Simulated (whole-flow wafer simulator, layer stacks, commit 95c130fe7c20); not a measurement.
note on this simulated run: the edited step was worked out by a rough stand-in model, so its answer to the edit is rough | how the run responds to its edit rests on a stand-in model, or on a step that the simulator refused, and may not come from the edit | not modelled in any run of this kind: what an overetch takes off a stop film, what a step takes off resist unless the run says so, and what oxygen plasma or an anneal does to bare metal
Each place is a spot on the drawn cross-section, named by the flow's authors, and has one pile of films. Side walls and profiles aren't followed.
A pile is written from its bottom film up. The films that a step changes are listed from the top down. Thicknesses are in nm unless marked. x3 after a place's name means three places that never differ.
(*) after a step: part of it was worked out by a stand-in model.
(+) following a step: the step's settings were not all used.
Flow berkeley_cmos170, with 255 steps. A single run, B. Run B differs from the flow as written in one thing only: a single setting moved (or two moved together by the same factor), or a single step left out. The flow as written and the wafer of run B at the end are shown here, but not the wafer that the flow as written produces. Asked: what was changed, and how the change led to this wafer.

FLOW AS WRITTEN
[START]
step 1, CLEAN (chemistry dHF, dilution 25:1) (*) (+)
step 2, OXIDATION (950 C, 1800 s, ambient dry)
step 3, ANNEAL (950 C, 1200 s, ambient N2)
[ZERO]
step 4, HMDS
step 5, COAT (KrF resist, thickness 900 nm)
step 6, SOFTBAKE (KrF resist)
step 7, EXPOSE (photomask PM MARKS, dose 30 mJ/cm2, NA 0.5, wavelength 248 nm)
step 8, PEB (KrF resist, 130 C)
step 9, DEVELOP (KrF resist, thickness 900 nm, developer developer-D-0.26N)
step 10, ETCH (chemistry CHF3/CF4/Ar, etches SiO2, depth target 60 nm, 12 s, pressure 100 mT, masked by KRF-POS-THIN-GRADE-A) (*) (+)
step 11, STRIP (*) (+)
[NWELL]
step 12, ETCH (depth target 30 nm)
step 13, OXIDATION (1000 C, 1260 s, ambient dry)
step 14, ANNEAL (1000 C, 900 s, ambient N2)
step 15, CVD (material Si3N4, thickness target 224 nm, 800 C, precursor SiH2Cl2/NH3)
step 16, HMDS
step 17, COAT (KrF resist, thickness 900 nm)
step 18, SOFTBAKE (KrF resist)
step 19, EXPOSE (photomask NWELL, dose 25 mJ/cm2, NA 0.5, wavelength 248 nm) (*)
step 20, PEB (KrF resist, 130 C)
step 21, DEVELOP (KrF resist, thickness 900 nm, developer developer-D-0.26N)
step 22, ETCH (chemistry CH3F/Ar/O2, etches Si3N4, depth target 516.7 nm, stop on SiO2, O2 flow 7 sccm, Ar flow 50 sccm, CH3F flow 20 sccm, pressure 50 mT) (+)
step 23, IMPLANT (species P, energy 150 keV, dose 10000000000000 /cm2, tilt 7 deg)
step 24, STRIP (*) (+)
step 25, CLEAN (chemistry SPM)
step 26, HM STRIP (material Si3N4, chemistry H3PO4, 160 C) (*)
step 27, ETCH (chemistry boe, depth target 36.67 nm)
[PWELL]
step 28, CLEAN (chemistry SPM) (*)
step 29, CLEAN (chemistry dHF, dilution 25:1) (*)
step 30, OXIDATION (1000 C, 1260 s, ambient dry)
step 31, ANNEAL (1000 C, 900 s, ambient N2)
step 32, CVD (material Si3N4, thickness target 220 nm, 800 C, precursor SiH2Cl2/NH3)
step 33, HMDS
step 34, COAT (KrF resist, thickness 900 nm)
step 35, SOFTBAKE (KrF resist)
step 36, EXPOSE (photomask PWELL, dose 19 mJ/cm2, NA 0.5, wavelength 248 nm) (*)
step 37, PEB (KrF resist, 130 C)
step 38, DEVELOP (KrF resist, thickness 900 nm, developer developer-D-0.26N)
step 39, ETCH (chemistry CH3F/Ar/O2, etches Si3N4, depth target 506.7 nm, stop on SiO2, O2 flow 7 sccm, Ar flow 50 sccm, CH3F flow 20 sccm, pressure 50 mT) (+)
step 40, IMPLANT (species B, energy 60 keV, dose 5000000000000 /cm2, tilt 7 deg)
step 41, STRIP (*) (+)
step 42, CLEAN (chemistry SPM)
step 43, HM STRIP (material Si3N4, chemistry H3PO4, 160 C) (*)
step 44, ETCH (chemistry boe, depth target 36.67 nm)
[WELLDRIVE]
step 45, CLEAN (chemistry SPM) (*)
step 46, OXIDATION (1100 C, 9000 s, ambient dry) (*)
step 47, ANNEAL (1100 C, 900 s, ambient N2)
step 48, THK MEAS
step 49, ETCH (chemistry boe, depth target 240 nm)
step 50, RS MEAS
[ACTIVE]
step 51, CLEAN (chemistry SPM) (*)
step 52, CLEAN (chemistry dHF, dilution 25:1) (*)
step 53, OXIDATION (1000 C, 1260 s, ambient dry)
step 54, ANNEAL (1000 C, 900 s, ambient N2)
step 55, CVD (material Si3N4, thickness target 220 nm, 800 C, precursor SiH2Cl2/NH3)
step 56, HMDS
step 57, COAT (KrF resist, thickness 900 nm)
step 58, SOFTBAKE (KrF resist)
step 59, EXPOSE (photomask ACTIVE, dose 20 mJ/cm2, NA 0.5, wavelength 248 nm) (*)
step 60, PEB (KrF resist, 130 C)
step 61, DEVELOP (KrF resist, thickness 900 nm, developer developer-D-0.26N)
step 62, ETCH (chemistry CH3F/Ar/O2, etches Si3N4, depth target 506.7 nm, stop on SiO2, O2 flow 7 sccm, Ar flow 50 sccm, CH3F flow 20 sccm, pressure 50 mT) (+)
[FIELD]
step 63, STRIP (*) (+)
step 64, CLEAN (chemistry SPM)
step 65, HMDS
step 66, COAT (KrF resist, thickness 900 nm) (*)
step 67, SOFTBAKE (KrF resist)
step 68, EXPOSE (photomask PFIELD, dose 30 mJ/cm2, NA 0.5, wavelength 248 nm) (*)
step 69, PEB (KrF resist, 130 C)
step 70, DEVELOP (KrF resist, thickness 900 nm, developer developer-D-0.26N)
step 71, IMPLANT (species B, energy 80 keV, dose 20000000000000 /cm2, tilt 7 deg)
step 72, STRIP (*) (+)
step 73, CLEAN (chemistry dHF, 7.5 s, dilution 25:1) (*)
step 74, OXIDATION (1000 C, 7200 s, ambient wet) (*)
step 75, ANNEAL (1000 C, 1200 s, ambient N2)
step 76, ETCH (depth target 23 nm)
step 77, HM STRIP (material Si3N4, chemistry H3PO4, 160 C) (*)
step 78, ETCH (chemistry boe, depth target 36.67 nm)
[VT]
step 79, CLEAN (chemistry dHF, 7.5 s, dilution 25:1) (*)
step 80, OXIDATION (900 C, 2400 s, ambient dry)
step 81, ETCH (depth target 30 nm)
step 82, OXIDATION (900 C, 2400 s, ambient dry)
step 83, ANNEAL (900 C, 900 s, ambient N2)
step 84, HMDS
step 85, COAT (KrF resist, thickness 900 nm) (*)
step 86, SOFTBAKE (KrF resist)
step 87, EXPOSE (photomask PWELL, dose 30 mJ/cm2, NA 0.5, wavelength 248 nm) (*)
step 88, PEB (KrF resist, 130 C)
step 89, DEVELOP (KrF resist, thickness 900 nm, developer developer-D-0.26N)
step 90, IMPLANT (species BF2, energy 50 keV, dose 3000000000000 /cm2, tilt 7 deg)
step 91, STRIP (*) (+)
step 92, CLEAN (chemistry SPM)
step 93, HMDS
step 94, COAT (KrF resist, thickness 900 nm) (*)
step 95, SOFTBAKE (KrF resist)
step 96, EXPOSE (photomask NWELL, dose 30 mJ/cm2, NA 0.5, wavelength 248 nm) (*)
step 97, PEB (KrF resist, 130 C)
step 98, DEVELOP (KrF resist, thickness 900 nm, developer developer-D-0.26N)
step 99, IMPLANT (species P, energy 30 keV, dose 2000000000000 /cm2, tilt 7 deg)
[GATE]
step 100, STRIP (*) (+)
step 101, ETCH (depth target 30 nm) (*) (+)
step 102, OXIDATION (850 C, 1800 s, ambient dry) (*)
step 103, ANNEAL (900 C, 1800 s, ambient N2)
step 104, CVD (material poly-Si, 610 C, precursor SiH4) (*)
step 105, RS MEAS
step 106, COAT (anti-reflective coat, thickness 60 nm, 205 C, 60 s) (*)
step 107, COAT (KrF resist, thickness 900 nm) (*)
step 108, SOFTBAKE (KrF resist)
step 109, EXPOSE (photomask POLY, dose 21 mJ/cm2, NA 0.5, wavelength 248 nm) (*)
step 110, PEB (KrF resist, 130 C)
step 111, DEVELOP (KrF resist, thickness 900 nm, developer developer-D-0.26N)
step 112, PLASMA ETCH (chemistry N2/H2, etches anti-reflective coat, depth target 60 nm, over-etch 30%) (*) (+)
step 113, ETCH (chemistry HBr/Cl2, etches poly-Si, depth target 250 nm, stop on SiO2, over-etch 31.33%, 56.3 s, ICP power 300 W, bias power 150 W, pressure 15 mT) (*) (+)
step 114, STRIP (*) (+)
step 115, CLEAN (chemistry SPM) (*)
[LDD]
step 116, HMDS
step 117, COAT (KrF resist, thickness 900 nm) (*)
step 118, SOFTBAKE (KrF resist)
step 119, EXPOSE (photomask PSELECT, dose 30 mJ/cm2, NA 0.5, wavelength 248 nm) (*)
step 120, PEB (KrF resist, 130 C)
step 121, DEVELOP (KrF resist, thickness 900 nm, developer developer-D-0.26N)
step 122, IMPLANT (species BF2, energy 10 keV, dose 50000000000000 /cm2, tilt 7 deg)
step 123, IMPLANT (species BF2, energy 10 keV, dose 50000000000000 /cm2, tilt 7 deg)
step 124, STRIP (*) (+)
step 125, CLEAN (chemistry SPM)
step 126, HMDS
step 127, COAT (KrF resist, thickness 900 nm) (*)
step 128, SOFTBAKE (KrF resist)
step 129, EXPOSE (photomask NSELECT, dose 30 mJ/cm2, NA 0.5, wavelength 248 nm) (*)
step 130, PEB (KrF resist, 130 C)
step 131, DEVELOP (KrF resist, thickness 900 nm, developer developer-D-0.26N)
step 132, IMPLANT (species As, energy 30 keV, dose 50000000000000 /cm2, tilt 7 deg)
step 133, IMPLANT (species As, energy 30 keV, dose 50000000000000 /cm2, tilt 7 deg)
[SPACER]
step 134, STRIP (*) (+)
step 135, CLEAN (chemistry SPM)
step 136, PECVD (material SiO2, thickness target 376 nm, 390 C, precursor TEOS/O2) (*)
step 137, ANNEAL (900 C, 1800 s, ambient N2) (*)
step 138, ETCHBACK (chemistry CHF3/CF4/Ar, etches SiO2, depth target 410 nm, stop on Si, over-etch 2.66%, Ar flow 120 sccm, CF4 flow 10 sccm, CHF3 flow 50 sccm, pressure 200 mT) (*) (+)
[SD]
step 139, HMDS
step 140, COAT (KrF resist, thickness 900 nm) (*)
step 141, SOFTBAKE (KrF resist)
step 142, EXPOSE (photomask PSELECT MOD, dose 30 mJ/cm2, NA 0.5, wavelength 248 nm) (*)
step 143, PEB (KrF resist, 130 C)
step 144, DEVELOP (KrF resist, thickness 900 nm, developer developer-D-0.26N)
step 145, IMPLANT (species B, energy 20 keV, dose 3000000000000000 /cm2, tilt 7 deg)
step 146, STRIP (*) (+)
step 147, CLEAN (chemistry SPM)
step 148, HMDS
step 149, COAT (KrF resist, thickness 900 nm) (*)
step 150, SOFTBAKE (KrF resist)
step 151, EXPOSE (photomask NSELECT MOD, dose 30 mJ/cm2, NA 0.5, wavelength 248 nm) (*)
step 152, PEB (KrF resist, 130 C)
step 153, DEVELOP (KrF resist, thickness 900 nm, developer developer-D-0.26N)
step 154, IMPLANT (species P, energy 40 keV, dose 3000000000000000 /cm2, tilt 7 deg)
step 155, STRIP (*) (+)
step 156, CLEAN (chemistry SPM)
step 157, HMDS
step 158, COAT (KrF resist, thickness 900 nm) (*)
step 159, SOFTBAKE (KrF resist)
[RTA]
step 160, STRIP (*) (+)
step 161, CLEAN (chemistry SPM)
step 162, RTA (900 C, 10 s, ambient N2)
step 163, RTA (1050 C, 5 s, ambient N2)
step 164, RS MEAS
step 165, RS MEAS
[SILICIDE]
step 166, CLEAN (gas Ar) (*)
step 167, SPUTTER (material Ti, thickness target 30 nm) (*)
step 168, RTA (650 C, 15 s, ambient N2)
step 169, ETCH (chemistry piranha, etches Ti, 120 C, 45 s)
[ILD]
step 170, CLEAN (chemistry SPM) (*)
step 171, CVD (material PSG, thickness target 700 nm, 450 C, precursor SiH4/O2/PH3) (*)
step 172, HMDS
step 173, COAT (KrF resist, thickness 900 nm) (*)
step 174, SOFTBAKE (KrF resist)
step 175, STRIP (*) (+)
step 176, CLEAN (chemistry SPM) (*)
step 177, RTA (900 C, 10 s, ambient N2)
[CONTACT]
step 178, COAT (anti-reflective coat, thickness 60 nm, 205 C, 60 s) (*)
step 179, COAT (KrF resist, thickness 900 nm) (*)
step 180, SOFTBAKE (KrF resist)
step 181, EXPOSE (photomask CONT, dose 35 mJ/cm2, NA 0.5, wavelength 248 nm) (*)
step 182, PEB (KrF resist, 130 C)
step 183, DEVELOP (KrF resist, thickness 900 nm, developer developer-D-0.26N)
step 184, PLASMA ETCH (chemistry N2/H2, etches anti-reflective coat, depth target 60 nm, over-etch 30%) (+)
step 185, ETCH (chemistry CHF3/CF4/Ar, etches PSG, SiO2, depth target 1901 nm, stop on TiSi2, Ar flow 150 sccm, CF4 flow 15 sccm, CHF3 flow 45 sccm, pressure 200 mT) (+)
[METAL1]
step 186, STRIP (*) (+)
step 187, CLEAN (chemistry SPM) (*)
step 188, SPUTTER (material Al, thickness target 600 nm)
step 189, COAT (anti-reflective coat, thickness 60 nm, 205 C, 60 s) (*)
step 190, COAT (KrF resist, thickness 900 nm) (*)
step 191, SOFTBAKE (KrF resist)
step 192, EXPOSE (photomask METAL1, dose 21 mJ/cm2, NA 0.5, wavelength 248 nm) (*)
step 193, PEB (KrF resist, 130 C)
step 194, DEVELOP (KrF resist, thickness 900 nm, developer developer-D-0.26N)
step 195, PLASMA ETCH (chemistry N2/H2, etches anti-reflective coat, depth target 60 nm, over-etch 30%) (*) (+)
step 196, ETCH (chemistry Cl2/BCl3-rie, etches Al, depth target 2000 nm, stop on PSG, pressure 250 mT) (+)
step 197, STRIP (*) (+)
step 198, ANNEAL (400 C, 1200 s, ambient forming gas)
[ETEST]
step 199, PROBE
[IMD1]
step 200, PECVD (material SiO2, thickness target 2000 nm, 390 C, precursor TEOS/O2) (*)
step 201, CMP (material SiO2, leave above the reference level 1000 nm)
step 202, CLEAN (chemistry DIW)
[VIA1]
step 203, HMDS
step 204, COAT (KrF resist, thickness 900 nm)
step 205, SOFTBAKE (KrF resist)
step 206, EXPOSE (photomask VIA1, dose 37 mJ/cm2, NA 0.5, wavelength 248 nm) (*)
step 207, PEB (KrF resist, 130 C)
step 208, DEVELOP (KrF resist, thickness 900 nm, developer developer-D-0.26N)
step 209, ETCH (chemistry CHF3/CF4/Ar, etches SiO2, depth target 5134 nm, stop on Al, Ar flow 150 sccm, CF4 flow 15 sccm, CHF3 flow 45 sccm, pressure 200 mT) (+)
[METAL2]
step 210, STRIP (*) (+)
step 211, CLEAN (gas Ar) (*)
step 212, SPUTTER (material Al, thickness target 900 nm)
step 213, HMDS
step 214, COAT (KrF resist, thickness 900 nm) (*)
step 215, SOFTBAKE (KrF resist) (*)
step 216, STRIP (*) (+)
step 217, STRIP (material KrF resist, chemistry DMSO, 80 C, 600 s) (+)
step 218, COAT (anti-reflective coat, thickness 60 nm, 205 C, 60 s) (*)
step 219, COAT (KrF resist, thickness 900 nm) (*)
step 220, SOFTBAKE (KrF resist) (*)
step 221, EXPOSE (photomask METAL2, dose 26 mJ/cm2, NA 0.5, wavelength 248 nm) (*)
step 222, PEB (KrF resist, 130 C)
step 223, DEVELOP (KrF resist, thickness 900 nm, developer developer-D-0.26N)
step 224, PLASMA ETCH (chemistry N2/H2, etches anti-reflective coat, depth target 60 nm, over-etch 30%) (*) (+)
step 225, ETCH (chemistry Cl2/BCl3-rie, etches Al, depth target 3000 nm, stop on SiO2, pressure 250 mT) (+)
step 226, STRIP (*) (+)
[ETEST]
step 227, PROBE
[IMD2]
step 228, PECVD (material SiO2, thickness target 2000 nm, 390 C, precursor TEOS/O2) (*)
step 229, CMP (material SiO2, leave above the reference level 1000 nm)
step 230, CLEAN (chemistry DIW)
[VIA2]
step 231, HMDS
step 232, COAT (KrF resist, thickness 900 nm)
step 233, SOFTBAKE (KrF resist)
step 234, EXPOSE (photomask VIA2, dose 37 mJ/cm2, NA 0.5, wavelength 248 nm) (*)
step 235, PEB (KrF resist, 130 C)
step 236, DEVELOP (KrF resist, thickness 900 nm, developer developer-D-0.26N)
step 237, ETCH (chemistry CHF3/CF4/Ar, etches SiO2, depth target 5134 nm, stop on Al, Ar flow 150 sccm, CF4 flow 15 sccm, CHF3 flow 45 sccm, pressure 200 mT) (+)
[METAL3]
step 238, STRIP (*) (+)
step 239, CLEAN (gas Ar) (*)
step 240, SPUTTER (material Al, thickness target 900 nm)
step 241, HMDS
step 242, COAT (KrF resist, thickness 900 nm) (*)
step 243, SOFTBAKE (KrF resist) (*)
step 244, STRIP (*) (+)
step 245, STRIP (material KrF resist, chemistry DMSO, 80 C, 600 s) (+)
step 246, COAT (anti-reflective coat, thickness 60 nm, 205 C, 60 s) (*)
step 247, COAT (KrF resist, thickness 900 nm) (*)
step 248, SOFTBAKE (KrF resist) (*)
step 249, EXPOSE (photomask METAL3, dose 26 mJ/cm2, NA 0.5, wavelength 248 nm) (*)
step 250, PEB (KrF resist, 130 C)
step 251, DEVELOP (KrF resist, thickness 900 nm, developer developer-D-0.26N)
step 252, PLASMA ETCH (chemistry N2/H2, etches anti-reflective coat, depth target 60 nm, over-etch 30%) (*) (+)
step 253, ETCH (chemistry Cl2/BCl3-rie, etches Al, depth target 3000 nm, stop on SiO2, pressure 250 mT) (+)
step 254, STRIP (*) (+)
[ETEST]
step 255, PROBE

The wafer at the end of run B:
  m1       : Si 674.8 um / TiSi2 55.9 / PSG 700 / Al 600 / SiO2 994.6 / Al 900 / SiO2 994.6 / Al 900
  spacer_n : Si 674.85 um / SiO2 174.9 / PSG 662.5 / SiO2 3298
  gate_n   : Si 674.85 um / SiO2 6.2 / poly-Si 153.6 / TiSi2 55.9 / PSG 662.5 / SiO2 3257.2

The reason: step 102, OXIDATION: 1298 s was run, while the flow as written has 1800 s.

The path from the change to this, step by step:
  step 102, OXIDATION (850 C, 1800 s, ambient dry) (*)
      sd_n, spacer_n, gate_n and 8 more: +6.2 SiO2 (new film), -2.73 Si (it would be, as written: +7.48 SiO2 (new film), -3.29 Si)
